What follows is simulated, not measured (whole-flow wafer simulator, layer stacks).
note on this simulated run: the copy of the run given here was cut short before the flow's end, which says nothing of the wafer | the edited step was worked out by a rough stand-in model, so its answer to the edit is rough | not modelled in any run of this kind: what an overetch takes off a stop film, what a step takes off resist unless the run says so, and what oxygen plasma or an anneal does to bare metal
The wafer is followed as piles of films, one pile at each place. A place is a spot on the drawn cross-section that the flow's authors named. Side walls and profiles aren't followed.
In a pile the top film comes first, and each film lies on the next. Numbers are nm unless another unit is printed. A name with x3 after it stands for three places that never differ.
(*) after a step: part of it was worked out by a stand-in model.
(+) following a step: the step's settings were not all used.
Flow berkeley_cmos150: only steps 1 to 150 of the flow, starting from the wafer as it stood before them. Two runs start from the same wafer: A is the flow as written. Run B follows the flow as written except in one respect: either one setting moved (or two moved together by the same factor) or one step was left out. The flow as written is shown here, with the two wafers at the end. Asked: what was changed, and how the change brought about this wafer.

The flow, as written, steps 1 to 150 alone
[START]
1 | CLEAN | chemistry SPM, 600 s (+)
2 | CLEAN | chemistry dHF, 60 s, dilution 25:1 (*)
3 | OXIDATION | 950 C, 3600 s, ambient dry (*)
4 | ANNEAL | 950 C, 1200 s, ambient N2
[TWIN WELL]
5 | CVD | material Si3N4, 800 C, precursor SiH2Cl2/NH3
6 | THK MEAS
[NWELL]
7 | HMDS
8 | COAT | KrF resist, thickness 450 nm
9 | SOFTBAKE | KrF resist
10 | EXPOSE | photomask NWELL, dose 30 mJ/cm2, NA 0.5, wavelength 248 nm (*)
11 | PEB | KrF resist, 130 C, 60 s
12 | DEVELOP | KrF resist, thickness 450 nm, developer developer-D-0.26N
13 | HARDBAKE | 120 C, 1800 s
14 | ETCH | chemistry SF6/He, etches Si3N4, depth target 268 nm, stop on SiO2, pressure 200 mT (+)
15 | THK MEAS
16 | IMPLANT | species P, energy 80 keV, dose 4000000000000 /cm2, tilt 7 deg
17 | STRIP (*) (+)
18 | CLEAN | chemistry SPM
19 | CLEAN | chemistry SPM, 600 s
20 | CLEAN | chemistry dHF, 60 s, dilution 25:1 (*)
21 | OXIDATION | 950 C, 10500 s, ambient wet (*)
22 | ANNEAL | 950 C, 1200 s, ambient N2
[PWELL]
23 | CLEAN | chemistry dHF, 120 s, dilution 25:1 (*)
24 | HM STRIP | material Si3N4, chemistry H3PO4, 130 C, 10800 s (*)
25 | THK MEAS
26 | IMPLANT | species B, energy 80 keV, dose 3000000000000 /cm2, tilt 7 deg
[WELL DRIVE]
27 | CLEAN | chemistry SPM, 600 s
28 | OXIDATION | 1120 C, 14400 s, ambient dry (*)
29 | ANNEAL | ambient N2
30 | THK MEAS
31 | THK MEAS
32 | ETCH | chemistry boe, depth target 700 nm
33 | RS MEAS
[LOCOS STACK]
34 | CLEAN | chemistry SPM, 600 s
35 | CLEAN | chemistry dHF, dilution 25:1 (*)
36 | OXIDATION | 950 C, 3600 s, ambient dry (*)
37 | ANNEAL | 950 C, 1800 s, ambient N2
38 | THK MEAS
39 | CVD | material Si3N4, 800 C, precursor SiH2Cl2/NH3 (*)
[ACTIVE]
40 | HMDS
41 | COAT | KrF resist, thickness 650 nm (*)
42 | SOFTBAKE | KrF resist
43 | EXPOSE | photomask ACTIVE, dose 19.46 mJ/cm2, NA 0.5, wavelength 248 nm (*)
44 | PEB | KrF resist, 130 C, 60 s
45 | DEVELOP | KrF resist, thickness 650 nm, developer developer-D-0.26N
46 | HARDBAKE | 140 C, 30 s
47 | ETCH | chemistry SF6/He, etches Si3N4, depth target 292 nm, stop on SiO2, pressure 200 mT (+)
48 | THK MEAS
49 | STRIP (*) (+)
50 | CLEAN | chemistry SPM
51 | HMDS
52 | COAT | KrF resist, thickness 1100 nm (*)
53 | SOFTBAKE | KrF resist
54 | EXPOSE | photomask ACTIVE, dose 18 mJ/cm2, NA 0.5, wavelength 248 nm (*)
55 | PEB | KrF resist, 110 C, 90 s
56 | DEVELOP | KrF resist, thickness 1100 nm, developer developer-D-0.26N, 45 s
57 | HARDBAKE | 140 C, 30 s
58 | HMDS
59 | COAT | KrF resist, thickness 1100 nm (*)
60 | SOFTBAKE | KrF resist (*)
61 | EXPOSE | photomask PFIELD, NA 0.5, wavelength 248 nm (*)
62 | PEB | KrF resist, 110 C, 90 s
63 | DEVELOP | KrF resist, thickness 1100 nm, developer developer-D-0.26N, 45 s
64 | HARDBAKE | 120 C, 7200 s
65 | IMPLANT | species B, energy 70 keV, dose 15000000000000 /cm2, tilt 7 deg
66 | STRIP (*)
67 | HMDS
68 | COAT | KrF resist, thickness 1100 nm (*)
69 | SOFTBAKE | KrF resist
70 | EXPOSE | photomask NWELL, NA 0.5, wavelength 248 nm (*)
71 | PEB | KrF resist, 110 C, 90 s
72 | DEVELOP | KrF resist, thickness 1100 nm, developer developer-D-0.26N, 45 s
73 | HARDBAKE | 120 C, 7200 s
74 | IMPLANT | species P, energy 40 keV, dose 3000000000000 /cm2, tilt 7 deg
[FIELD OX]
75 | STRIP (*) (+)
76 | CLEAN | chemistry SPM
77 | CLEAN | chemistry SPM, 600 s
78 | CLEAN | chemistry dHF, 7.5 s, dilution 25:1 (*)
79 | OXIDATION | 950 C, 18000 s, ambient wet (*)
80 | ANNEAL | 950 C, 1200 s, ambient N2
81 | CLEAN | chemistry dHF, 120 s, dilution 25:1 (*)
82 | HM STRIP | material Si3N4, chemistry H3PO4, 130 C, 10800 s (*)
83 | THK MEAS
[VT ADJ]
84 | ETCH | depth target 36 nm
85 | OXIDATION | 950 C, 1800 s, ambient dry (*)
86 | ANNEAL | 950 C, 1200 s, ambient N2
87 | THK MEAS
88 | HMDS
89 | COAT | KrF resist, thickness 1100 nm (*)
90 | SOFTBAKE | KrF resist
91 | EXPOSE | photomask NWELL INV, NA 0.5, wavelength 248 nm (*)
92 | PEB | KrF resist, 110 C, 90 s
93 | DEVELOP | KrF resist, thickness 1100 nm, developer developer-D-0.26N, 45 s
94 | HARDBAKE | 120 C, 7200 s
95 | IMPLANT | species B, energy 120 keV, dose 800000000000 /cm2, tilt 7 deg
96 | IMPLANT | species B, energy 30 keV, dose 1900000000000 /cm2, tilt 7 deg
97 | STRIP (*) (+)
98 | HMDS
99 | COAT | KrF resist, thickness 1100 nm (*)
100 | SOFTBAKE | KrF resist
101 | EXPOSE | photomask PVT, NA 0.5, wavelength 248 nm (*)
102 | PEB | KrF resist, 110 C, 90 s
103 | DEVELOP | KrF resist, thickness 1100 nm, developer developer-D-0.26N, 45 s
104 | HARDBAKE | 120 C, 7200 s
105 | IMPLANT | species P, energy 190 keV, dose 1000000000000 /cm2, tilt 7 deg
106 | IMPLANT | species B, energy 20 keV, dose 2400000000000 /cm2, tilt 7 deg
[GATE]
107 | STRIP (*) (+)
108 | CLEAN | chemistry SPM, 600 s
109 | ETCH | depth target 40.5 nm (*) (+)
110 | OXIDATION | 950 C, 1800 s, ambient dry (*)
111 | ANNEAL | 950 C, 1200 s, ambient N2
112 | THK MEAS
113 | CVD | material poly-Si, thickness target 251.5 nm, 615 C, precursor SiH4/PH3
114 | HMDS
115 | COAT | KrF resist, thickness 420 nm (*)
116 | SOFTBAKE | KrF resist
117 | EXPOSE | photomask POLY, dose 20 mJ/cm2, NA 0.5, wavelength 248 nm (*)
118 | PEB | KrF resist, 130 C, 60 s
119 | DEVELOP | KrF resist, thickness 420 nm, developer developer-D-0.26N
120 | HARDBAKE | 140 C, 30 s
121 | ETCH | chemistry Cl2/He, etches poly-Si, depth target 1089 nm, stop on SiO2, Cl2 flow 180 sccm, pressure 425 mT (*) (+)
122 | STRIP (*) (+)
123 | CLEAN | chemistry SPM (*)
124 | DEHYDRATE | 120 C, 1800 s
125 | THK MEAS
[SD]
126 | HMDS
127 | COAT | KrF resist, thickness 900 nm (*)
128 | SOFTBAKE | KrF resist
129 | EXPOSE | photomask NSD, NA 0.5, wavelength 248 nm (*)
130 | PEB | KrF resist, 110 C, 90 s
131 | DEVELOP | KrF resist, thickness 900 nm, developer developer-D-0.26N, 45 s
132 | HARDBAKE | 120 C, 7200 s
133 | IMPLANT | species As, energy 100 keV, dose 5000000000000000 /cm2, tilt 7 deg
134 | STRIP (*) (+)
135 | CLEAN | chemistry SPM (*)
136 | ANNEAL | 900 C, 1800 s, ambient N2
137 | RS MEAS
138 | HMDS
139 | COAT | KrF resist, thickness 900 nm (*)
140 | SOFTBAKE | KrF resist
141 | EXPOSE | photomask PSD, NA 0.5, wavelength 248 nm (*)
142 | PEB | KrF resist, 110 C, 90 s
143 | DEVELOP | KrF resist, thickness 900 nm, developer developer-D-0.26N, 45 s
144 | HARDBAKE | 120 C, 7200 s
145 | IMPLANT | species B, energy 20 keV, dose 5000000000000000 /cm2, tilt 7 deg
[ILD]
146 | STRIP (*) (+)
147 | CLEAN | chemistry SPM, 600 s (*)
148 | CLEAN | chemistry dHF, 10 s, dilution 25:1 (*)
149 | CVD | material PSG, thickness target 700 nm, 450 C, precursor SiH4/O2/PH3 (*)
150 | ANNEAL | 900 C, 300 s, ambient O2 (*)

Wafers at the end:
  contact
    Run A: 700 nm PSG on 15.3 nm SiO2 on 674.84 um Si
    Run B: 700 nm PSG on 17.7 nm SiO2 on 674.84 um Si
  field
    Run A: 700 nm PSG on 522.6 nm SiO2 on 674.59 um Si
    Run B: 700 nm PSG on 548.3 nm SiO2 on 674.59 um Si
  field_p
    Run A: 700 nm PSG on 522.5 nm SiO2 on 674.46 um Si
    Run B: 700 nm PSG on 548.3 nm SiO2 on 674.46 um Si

Cause: step 109, ETCH: depth target 14.66 nm was run, while the flow as written has depth target 40.5 nm.

The path from the change to this, step by step:
  109 | ETCH | depth target 40.5 nm (*) (+)
      gate_n, sd_p, gate_p, contact, m1: A -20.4 SiO2 (all of it) | B -14.7 SiO2
      sd_n: A -40.4 SiO2 (all of it) | B -14.7 SiO2
      (and at 2 other places as well)
  110 | OXIDATION | 950 C, 1800 s, ambient dry (*)
      gate_n, sd_p, gate_p, contact, m1: A +20.4 SiO2 (new film), -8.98 Si | B +17.1 SiO2, -7.5 Si
      sd_n: A +20.4 SiO2 (new film), -8.98 Si | B +11.7 SiO2, -5.17 Si
  115 | COAT | KrF resist, thickness 420 nm (*)
      gate_n: A +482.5 KrF resist (new film) | B +493.1 KrF resist (new film)
  120 | HARDBAKE | 140 C, 30 s
      gate_n: A -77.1 KrF resist | B -78.9 KrF resist
  122 | STRIP (*) (+)
      gate_n: A +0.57 chemical SiO2 (new film), -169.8 KrF resist (all of it), -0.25 poly-Si | B +0.58 chemical SiO2 (new film), -178.6 KrF resist (all of it), -0.25 poly-Si
      gate_p: A +0.57 chemical SiO2 (new film), -206.4 KrF resist (all of it), -0.25 poly-Si | B +0.58 chemical SiO2 (new film), -211 KrF resist (all of it), -0.25 poly-Si
